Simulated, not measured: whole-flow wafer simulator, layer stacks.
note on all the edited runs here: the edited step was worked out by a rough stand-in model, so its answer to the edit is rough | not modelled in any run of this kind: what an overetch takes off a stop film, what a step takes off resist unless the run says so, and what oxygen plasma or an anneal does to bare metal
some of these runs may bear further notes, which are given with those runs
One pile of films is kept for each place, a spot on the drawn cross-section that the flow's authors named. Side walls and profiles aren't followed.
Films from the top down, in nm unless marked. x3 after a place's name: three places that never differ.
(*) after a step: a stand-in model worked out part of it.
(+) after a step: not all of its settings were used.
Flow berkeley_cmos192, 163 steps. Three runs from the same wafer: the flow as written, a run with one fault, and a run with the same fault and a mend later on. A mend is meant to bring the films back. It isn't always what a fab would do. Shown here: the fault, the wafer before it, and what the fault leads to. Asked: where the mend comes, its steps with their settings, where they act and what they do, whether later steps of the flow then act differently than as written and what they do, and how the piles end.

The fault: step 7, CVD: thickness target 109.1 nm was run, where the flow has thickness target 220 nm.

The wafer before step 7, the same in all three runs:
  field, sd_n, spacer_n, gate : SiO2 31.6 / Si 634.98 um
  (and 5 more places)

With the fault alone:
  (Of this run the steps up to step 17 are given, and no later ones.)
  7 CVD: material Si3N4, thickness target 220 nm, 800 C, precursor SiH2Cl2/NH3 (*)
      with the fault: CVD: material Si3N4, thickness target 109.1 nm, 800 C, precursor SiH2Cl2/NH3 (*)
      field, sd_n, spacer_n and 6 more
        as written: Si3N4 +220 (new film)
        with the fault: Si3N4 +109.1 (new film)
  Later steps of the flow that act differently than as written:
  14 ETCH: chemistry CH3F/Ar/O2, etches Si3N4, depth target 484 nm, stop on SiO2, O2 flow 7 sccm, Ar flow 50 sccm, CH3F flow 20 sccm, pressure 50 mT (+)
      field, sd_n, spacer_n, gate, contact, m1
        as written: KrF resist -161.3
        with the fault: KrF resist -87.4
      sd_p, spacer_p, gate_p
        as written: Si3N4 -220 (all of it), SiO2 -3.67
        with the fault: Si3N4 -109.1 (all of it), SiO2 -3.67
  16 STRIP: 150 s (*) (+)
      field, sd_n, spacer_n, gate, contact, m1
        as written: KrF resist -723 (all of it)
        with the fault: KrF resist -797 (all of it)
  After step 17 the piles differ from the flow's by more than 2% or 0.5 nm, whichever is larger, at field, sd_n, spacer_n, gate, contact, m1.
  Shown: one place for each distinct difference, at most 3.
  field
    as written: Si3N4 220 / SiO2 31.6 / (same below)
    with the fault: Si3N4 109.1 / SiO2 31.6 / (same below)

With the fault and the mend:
  The mend comes after step 7.
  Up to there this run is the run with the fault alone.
  7a ETCH: chemistry h3po4, depth target 125.5 nm
      field, sd_n, spacer_n and 6 more
        Si3N4 -109.1 (all of it)
  7b CLEAN: chemistry SC1/SC2 (the flow's step 1 once more)
      changes no film at any place that is followed
  7c CVD: material Si3N4, thickness target 220 nm, 800 C, precursor SiH2Cl2/NH3 (*) (the flow's step 7 once more)
      field, sd_n, spacer_n and 6 more
        Si3N4 +220 (new film)
  No later step of the flow acts differently than as written at any place that is followed.
  At the end the piles are the same as the flow's at every place that both follow.
